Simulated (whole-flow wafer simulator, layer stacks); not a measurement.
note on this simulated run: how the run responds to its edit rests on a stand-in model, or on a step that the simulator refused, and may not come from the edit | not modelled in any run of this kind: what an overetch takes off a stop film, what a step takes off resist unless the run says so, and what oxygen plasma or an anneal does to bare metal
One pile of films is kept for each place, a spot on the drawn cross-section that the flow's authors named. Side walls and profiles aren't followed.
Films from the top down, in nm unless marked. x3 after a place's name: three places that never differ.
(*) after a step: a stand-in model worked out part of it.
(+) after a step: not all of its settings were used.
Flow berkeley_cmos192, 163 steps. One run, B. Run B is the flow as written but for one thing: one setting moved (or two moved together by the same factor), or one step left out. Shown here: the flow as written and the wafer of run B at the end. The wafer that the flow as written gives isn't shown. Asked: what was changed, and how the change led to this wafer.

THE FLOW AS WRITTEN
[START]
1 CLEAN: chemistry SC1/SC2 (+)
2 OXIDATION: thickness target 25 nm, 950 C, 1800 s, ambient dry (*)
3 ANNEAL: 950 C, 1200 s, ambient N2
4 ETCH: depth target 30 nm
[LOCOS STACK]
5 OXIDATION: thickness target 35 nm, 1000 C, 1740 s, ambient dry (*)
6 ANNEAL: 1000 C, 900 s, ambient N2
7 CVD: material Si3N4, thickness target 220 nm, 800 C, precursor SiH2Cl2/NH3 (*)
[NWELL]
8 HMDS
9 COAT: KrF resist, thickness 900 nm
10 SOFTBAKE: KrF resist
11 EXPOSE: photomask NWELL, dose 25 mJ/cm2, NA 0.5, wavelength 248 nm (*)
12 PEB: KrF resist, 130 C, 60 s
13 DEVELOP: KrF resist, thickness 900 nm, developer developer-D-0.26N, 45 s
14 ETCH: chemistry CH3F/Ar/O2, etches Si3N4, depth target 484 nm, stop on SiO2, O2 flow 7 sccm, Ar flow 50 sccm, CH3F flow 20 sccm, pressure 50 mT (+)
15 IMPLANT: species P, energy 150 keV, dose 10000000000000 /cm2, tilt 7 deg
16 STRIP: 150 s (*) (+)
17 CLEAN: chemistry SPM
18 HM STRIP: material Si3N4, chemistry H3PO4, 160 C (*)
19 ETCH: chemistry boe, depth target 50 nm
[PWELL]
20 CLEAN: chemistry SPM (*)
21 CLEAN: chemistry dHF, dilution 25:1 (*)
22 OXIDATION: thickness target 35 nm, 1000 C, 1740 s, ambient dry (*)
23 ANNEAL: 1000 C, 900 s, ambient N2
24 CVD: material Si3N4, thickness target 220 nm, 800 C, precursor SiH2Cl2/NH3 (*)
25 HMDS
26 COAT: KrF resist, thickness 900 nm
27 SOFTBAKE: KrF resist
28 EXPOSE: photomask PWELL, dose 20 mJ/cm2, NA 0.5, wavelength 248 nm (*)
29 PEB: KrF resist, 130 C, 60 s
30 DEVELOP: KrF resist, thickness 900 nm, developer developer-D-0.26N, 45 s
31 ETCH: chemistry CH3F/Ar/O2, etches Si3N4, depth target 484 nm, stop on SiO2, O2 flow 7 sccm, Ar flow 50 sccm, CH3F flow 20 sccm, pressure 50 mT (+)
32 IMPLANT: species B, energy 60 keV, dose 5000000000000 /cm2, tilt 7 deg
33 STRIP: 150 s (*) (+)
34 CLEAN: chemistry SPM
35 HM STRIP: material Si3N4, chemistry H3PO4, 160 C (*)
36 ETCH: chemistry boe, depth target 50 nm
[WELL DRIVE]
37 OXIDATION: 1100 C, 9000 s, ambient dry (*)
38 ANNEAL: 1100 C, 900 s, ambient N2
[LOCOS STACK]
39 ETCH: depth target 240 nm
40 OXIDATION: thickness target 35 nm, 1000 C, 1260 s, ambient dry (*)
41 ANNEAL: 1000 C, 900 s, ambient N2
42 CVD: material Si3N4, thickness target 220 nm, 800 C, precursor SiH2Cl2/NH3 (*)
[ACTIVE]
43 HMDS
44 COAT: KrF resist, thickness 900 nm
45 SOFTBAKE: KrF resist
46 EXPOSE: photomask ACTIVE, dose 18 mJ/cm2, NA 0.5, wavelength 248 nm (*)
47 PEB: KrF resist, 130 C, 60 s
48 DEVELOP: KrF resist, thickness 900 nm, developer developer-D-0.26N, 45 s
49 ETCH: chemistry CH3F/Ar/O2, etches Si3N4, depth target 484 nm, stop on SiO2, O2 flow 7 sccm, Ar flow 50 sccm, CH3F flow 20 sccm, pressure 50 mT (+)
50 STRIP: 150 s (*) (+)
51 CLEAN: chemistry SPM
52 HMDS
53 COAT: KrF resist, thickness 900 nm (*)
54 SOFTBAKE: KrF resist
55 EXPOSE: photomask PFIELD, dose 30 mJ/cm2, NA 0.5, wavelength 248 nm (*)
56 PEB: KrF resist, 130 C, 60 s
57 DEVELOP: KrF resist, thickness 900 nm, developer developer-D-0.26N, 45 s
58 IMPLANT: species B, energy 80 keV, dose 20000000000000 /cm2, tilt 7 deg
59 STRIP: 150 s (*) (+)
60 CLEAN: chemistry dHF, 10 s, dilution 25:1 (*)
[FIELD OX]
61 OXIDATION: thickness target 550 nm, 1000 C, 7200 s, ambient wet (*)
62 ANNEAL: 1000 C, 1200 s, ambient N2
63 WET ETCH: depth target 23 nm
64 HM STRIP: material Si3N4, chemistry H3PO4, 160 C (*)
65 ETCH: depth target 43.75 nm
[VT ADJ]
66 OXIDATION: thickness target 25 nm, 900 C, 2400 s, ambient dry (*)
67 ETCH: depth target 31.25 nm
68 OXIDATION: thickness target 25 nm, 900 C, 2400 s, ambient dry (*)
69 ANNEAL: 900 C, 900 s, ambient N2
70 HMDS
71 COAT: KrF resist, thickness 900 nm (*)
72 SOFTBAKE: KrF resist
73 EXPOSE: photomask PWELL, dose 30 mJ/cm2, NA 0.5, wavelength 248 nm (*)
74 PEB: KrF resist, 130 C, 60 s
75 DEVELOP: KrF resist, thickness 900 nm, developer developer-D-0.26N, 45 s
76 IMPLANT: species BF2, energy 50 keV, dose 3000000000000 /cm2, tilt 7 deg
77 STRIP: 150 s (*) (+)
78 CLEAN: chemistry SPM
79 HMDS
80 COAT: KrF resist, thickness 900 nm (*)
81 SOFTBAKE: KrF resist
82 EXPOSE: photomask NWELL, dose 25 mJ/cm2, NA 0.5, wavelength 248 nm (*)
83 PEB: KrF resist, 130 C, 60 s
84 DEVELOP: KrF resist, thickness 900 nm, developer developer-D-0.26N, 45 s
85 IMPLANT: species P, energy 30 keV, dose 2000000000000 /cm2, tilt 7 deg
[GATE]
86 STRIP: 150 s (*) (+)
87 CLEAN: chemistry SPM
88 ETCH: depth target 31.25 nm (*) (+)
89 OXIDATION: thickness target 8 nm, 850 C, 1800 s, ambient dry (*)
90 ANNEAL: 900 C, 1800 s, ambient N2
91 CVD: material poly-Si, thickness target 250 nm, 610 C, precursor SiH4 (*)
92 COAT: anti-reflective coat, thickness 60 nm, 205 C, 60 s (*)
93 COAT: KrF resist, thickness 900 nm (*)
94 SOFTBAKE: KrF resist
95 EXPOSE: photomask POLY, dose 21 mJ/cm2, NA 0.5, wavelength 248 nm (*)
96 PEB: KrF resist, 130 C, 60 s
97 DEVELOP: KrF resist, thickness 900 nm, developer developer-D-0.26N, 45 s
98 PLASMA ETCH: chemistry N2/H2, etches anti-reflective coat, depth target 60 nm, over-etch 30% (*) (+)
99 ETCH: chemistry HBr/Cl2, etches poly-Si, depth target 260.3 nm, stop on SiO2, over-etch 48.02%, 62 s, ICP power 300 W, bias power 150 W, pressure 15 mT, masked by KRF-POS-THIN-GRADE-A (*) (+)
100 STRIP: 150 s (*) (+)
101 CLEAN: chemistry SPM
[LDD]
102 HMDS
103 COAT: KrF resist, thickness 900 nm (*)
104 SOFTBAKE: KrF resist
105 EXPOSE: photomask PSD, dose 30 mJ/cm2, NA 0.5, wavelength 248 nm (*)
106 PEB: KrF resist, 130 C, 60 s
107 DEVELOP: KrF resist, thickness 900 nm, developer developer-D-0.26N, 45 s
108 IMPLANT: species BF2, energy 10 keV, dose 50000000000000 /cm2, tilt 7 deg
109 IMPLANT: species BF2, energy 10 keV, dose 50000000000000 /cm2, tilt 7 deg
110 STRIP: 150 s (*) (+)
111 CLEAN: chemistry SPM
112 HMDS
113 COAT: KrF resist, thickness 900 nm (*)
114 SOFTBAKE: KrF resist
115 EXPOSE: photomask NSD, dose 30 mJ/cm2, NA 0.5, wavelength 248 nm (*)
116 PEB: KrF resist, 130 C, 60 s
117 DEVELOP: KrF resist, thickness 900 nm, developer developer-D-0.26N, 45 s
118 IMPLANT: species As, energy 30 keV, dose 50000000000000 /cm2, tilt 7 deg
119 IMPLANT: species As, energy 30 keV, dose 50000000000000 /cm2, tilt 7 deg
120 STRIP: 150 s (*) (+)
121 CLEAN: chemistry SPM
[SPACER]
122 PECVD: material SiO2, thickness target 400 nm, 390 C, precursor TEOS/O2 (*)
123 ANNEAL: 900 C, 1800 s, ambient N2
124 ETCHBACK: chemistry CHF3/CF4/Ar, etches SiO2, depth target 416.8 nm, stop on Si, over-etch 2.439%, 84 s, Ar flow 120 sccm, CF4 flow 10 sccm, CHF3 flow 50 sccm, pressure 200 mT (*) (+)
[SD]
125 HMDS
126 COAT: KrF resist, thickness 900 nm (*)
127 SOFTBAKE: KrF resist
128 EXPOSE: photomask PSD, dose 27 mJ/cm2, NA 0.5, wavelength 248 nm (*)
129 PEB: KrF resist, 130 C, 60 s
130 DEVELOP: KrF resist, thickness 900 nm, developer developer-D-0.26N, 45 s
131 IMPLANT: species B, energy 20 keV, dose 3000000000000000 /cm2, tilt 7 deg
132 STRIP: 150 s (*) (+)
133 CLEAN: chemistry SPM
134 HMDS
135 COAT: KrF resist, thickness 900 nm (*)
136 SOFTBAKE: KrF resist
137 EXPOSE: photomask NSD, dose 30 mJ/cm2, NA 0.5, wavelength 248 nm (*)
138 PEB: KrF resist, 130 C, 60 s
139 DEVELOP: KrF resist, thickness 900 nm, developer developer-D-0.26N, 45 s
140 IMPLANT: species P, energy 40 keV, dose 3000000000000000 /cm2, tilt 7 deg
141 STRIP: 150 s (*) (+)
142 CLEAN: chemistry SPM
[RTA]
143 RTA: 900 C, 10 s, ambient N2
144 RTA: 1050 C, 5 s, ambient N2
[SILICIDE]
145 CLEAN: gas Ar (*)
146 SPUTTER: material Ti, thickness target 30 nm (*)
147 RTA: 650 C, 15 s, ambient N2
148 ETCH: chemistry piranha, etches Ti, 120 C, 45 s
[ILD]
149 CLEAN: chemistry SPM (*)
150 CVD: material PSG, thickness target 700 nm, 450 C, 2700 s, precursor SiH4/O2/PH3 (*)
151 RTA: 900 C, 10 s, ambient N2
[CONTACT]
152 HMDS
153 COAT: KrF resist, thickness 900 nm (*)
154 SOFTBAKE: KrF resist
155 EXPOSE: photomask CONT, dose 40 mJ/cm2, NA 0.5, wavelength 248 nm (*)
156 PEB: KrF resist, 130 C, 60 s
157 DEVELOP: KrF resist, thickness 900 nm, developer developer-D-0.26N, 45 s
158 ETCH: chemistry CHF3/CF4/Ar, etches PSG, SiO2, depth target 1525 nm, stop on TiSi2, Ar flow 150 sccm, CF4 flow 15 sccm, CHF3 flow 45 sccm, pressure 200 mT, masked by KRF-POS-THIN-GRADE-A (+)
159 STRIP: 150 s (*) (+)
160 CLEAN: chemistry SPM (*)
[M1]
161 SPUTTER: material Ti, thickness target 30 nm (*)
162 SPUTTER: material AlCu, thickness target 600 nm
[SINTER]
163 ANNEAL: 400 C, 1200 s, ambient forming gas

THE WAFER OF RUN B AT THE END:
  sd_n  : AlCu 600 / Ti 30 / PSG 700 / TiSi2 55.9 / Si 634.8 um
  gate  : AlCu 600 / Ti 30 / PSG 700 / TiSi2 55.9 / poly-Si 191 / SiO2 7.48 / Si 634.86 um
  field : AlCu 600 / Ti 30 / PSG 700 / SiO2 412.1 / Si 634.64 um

The cause: step 39, ETCH: depth target 136 nm was run, where the flow has depth target 240 nm.

How the change led to this, step by step:
  39 ETCH: depth target 240 nm
      field, sd_n, spacer_n and 6 more: SiO2 -136 (as written it would be: SiO2 -197.6 (all of it))
  40 OXIDATION: thickness target 35 nm, 1000 C, 1260 s, ambient dry (*)
      field, sd_n, spacer_n and 6 more: SiO2 +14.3, Si -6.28 (as written it would be: SiO2 +26.6 (new film), Si -11.7)
  61 OXIDATION: thickness target 550 nm, 1000 C, 7200 s, ambient wet (*)
      spacer_n, spacer_p, gate_p, m1: SiO2 +12.1 (new film), Si3N4 -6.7, SiO2 +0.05 (as written it would be: SiO2 +12.1 (new film), Si3N4 -6.7)
      gate: SiO2 +12.1 (new film), Si3N4 -6.7, SiO2 +0.05 (as written it would be: SiO2 +12.1 (new film), Si3N4 -6.7, SiO2 +0.05, Si -0.05)
      (and at 4 more places)
  65 ETCH: depth target 43.75 nm
      sd_n, spacer_n, gate, sd_p, spacer_p, gate_p, contact, m1: SiO2 -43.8 (as written it would be: SiO2 -24.6 (all of it))
  66 OXIDATION: thickness target 25 nm, 900 C, 2400 s, ambient dry (*)
      spacer_n, gate, spacer_p, gate_p, contact, m1: SiO2 +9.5, Si -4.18 (as written it would be: SiO2 +14.9 (new film), Si -6.57)
      sd_n: SiO2 +8.84, Si -3.89 (as written it would be: SiO2 +14.9 (new film), Si -6.57)
      (and at 1 more place)
  67 ETCH: depth target 31.25 nm
      spacer_n, gate, sd_p, spacer_p, gate_p, contact, m1: SiO2 -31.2 (as written it would be: SiO2 -14.9 (all of it))
      sd_n: SiO2 -31.3 (as written it would be: SiO2 -14.9 (all of it))
  68 OXIDATION: thickness target 25 nm, 900 C, 2400 s, ambient dry (*)
      spacer_n, gate, spacer_p, gate_p, contact, m1: SiO2 +10.1, Si -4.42 (as written it would be: SiO2 +14.9 (new film), Si -6.57)
      sd_n: SiO2 +8.97, Si -3.95 (as written it would be: SiO2 +14.9 (new film), Si -6.57)
      (and at 1 more place)
  88 ETCH: depth target 31.25 nm (*) (+)
      spacer_n, gate, spacer_p, gate_p, contact, m1: SiO2 -18.5 (all of it) (as written it would be: SiO2 -14.9 (all of it))
      sd_n: SiO2 -25.1 (all of it) (as written it would be: SiO2 -14.9 (all of it))
      (and at 1 more place)
  92 COAT: anti-reflective coat, thickness 60 nm, 205 C, 60 s (*)
      sd_n: anti-reflective coat +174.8 (new film) (as written it would be: anti-reflective coat +152.4 (new film))
      spacer_n: anti-reflective coat +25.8 (new film) (as written it would be: anti-reflective coat +33.8 (new film))
      (and at 6 more places)
  93 COAT: KrF resist, thickness 900 nm (*)
      spacer_n: KrF resist +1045 (new film) (as written it would be: KrF resist +1021.2 (new film))
      gate: KrF resist +1047.8 (new film) (as written it would be: KrF resist +1023.8 (new film))
  97 DEVELOP: KrF resist, thickness 900 nm, developer developer-D-0.26N, 45 s
      spacer_n: KrF resist -1043.3 (all of it) (as written it would be: KrF resist -1019.5 (all of it))
  98 PLASMA ETCH: chemistry N2/H2, etches anti-reflective coat, depth target 60 nm, over-etch 30% (*) (+)
      field: anti-reflective coat -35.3 (all of it), poly-Si -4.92 (as written it would be: anti-reflective coat -35.3 (all of it), poly-Si -4.18)
      sd_n: anti-reflective coat -174.8 (all of it), poly-Si -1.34 (as written it would be: anti-reflective coat -152.4 (all of it), poly-Si -1.17)
      (and at 5 more places)
  100 STRIP: 150 s (*) (+)
      gate: chemical SiO2 +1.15 (new film), KrF resist -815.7 (all of it), anti-reflective coat -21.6 (all of it), poly-Si -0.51 (as written it would be: chemical SiO2 +1.15 (new film), KrF resist -791.8 (all of it), anti-reflective coat -30 (all of it), poly-Si -0.51)
      gate_p: chemical SiO2 +1.15 (new film), KrF resist -780 (all of it), anti-reflective coat -24.9 (all of it), poly-Si -0.51 (as written it would be: chemical SiO2 +1.15 (new film), KrF resist -765.1 (all of it), anti-reflective coat -31 (all of it), poly-Si -0.51)
  147 RTA: 650 C, 15 s, ambient N2
      sd_p: Ti -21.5, TiSi first +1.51 (new film), TiSi2 C49 +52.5 (new film), Si -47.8 (as written it would be: Ti -21.9, TiSi first +2.35 (new film), TiSi2 C49 +52.1 (new film), Si -48.1)
  151 RTA: 900 C, 10 s, ambient N2
      sd_p: under 1 film: TiSi2 +51.4 (new film), TiSi first -1.41 (all of it), TiSi2 C49 -52.5 (all of it), Si -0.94 (as written it would be: under 1 film: TiSi2 +52.2 (new film), TiSi first -2.25 (all of it), TiSi2 C49 -52.1 (all of it), Si -1.5)
  159 STRIP: 150 s (*) (+)
      sd_n: KrF resist -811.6 (all of it) (as written it would be: KrF resist -792.3 (all of it))
      sd_p: KrF resist -861.6 (all of it) (as written it would be: KrF resist -841.6 (all of it))
  ... 1 more step ...
  162 SPUTTER: material AlCu, thickness target 600 nm
      sd_p: AlCu +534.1 (new film) (as written it would be: AlCu +551.2 (new film))
